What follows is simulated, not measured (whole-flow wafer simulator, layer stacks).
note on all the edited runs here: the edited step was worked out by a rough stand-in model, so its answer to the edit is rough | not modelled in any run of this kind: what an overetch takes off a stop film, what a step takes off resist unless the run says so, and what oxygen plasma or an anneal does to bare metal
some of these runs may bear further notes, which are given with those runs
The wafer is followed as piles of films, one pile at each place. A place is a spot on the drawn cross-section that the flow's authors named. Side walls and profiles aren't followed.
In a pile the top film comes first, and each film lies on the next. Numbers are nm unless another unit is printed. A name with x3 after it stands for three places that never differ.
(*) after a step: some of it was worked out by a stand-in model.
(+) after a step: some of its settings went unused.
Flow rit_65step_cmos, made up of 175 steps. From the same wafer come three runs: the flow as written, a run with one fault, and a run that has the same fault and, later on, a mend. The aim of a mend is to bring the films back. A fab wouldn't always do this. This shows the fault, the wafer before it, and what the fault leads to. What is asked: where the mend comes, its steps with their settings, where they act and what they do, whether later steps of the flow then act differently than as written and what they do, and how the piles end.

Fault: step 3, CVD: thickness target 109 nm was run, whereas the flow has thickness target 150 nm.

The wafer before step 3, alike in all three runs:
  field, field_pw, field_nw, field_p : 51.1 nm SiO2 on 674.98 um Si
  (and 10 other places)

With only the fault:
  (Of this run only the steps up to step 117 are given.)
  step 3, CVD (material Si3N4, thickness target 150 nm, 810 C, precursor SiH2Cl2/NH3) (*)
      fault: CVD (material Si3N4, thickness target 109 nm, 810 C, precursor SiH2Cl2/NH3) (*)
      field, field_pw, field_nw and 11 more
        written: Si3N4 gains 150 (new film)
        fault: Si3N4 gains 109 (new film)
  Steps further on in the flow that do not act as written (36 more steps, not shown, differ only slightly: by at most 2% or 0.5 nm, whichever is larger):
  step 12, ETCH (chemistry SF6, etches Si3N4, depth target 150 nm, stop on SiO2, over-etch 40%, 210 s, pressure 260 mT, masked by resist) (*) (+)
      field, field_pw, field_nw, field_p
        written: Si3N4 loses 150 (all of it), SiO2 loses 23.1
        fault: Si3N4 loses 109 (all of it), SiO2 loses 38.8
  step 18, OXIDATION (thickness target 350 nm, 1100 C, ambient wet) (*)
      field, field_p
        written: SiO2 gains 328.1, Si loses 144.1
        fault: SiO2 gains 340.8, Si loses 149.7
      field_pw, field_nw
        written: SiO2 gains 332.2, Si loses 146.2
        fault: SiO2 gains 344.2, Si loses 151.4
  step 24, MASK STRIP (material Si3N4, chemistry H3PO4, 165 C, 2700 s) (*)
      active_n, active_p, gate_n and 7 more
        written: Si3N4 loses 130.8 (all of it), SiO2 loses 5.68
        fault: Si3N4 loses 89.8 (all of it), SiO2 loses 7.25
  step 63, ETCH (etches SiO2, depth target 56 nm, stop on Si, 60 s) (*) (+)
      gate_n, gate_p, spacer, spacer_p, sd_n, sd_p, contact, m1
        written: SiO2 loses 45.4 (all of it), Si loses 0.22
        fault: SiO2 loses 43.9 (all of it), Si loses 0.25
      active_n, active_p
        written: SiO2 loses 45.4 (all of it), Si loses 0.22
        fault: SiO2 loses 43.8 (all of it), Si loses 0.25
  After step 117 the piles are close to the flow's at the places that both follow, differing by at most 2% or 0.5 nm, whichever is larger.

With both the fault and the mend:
  After step 4 comes the mend.
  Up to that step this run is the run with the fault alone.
  step 4a, CVD (material Si3N4, thickness target 41 nm, 810 C, precursor SiH2Cl2/NH3) (*) (the flow's step 3 again, with other settings)
      field, field_pw, field_nw and 11 more
        Si3N4 gains 41
  None of the later steps of the flow acts differently than as written at any place that is followed.
  At every place that both follow, the piles at the end match the flow's.
